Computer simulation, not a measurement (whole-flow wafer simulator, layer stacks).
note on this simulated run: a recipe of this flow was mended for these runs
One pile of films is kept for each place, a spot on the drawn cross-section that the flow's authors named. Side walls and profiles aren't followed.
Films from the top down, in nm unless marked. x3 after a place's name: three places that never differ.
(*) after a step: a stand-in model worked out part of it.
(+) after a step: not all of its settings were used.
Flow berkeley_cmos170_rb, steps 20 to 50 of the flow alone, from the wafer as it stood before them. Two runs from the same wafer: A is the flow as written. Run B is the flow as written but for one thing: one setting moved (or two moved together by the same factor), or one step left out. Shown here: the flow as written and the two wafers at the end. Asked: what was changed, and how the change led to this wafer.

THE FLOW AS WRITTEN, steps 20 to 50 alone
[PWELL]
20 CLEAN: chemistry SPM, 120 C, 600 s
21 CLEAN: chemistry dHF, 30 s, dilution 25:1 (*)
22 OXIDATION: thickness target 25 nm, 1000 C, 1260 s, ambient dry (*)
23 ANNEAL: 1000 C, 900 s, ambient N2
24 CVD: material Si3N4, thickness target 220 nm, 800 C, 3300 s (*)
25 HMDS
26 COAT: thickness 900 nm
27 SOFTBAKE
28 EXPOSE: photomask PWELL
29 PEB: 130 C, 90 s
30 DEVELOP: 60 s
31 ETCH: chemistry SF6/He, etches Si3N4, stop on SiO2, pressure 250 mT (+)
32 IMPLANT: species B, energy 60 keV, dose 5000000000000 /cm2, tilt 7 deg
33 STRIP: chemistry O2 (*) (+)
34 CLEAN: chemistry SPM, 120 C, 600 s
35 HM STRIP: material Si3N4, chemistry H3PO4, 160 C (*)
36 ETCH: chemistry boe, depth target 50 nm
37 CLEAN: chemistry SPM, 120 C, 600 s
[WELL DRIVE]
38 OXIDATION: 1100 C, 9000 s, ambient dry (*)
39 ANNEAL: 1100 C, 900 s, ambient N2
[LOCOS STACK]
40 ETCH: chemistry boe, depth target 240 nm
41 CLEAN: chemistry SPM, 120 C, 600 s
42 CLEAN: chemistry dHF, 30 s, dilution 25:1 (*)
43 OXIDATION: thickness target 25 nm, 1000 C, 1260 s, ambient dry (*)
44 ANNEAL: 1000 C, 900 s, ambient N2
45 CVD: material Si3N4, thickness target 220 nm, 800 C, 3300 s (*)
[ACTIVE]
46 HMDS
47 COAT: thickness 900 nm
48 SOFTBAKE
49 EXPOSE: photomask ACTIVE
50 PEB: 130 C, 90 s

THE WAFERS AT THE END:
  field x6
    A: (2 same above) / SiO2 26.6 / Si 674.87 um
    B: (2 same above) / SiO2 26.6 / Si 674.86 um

The cause: step 22, OXIDATION: thickness target 75 nm was run, where the flow has thickness target 25 nm; step 22, OXIDATION: 3780 s was run, where the flow has 1260 s.

How the change led to this, step by step:
  22 OXIDATION: thickness target 25 nm, 1000 C, 1260 s, ambient dry (*)
      field x6, sd_p x3: A SiO2 +26.6 (new film), Si -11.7 | B SiO2 +50.4 (new film), Si -22.2
  36 ETCH: chemistry boe, depth target 50 nm
      field x6: A SiO2 -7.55 (all of it) | B SiO2 -31.4 (all of it)
      sd_p x3: A SiO2 -23.1 (all of it) | B SiO2 -47 (all of it)
